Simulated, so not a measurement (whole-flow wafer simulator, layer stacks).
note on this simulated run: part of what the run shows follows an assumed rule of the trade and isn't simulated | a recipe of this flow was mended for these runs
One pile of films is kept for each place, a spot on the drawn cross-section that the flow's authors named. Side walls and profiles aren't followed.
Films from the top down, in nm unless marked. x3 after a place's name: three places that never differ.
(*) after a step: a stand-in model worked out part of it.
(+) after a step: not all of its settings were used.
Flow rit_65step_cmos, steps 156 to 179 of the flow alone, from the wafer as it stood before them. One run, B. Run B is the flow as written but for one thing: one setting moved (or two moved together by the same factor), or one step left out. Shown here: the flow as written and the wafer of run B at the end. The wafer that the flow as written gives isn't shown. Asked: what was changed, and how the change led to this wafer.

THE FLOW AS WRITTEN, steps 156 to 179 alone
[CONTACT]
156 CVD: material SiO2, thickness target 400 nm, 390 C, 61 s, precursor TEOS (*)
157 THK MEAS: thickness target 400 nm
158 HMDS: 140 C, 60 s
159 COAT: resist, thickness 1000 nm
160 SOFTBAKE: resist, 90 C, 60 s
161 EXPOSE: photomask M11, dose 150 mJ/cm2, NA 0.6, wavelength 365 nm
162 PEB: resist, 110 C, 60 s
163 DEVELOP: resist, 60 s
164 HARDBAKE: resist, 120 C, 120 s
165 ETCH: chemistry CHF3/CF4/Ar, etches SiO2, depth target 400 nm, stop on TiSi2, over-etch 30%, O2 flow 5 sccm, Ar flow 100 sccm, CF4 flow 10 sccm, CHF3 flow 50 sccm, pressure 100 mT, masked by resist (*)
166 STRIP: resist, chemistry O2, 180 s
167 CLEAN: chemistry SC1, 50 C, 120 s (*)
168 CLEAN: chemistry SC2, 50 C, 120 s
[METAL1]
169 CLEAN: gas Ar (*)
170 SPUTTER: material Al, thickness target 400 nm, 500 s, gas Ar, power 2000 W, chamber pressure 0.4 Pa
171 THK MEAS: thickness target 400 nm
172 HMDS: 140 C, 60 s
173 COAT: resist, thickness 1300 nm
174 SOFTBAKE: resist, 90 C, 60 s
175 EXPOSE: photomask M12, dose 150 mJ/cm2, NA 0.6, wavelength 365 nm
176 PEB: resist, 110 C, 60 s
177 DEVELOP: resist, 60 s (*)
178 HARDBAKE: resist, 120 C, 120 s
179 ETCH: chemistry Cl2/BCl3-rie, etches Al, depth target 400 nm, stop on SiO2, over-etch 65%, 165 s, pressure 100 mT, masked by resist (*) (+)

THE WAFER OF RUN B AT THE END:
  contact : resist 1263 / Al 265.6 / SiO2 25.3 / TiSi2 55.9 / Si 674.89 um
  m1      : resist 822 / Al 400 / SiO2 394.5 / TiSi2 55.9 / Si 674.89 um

The cause: step 165, ETCH: depth target 284 nm was run, where the flow has depth target 400 nm.

How the change led to this, step by step:
  165 ETCH: chemistry CHF3/CF4/Ar, etches SiO2, depth target 400 nm, stop on TiSi2, over-etch 30%, O2 flow 5 sccm, Ar flow 100 sccm, CF4 flow 10 sccm, CHF3 flow 50 sccm, pressure 100 mT, masked by resist (*)
      contact: SiO2 -369.2 (as written it would be: SiO2 -400 (all of it), TiSi2 -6)
      field, field_pw, field_nw and 10 more: resist -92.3 (as written it would be: resist -130)
  166 STRIP: resist, chemistry O2, 180 s
      active_n, active_p: resist -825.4 (all of it) (as written it would be: resist -787.7 (all of it))
      field: resist -884.7 (all of it) (as written it would be: resist -847 (all of it))
      (and at 10 more places)
  169 CLEAN: gas Ar (*)
      contact: SiO2 -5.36 (as written it would be: TiSi2 -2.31)
  170 SPUTTER: material Al, thickness target 400 nm, 500 s, gas Ar, power 2000 W, chamber pressure 0.4 Pa
      contact: Al +265.6 (new film) (as written it would be: Al +255.4 (new film))
  173 COAT: resist, thickness 1300 nm
      contact: resist +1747 (new film) (as written it would be: resist +1785.1 (new film))
  176 PEB: resist, 110 C, 60 s
      contact: resist -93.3 (as written it would be: resist -95.5)
  178 HARDBAKE: resist, 120 C, 120 s
      contact: resist -60.7 (as written it would be: resist -62.1)
